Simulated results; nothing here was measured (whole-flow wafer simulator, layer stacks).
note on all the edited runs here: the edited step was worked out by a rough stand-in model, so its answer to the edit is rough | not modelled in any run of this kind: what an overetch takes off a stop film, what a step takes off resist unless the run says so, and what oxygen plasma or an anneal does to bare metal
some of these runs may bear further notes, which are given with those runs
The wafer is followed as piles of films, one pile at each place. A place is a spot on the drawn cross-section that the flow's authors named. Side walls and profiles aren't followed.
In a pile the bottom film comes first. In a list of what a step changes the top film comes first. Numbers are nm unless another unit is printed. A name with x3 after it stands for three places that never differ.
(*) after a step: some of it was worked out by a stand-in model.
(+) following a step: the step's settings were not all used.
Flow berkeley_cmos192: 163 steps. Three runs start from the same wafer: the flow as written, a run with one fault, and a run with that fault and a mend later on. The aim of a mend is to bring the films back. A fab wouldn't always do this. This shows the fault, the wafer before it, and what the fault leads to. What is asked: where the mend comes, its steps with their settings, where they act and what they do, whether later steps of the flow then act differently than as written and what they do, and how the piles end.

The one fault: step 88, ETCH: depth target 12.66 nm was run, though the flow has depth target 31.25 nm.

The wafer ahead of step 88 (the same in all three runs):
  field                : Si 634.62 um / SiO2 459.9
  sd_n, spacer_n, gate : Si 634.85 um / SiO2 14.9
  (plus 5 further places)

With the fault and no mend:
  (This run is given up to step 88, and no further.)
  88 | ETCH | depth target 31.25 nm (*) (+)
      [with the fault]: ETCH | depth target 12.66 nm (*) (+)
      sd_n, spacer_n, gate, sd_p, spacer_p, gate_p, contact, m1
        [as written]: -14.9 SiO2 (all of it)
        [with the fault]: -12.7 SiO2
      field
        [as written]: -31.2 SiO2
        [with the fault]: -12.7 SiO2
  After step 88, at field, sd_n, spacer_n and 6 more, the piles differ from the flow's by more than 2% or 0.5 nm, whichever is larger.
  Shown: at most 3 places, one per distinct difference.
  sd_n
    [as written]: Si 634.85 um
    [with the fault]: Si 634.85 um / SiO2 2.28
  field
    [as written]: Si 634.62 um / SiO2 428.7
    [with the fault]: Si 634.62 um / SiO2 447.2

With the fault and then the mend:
  The mend follows step 88.
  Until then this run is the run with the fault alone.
  88a | ETCH | depth target 18.59 nm (*) (+) (a further turn of the flow's step 88, with different settings)
      sd_n, spacer_n, gate, sd_p, spacer_p, gate_p, contact, m1
        -2.28 SiO2 (all of it)
      field
        -18.6 SiO2
  None of the later steps of the flow differs from how it acts as written, at any place that is followed, by more than 2% or 0.5 nm, whichever is larger.
  The piles end the same as the flow's at every place that both follow.
